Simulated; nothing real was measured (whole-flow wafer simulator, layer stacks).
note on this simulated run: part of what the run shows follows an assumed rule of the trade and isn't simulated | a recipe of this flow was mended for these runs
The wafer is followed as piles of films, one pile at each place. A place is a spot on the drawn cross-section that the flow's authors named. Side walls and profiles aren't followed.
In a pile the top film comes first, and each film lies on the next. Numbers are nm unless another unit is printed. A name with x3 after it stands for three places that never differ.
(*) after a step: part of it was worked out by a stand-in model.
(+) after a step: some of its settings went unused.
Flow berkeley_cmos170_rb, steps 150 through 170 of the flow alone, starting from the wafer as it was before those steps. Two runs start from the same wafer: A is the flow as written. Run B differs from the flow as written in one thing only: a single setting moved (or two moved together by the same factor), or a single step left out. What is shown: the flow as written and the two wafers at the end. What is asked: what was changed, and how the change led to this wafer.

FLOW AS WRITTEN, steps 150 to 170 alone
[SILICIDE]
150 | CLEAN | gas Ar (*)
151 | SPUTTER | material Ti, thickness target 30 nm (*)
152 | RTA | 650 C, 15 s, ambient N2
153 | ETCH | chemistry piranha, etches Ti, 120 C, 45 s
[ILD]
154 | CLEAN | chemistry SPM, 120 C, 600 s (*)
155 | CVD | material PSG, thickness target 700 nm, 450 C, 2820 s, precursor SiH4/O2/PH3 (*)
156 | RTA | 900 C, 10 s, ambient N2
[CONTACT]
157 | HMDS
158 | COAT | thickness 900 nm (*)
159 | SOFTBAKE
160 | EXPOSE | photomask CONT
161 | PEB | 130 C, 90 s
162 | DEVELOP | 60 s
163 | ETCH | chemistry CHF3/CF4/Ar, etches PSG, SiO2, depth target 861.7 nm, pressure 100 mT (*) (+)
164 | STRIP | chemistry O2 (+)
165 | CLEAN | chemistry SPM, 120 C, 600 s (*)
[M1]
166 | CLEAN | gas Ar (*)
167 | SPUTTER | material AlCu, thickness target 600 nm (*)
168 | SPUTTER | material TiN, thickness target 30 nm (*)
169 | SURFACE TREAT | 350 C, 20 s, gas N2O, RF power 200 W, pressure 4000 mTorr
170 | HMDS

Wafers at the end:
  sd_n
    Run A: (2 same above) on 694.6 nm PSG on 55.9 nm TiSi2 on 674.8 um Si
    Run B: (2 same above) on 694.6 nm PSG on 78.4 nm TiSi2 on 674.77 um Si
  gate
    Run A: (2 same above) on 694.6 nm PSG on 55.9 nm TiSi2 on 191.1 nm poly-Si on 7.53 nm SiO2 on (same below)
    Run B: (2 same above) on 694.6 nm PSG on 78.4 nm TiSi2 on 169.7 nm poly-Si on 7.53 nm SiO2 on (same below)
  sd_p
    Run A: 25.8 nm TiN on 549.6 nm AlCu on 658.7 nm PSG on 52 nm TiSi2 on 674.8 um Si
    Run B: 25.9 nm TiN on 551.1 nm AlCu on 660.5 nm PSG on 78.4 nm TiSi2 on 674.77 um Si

The reason: step 151, SPUTTER: thickness target 48 nm was run, while the flow as written has thickness target 30 nm.

The path from the change to this, step by step:
  151 | SPUTTER | material Ti, thickness target 30 nm (*)
      field, sd_n, spacer_n, gate, spacer_p, gate_p, contact, m1: A Ti gains 30 (new film) | B Ti gains 48 (new film)
      sd_p: A Ti gains 27.9 (new film) | B Ti gains 44.7 (new film)
  152 | RTA | 650 C, 15 s, ambient N2
      sd_n, contact, m1: A Ti loses 23.4, TiSi first gains 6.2 (new film), TiSi2 C49 gains 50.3 (new film), Si loses 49 | B Ti loses 32.8, TiSi first gains 33.4 (new film), TiSi2 C49 gains 33.6 (new film), Si loses 52.2
      gate, gate_p: A Ti loses 23.4, TiSi first gains 6.2 (new film), TiSi2 C49 gains 50.3 (new film), poly-Si loses 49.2 | B Ti loses 32.8, TiSi first gains 33.4 (new film), TiSi2 C49 gains 33.6 (new film), poly-Si loses 52.4
      (and at 1 other place as well)
  153 | ETCH | chemistry piranha, etches Ti, 120 C, 45 s
      sd_n, gate, gate_p, contact, m1: A Ti loses 6.6 (all of it), TiSi first loses 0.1 | B Ti loses 15.2 (all of it), TiSi first loses 0.09
      field, spacer_n, spacer_p: A Ti loses 30 (all of it) | B Ti loses 48 (all of it)
      (and at 1 other place as well)
  156 | RTA | 900 C, 10 s, ambient N2
      sd_n, contact, m1: A under 1 film: TiSi2 gains 55.9 (new film), TiSi first loses 6.09 (all of it), TiSi2 C49 loses 50.3 (all of it), Si loses 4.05 | B under 1 film: TiSi2 gains 78.4 (new film), TiSi first loses 33.3 (all of it), TiSi2 C49 loses 33.6 (all of it), Si loses 22.1
      gate, gate_p: A under 1 film: TiSi2 gains 55.9 (new film), TiSi first loses 6.09 (all of it), TiSi2 C49 loses 50.3 (all of it), poly-Si loses 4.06 | B under 1 film: TiSi2 gains 78.4 (new film), TiSi first loses 33.3 (all of it), TiSi2 C49 loses 33.6 (all of it), poly-Si loses 22.2
      (and at 1 other place as well)
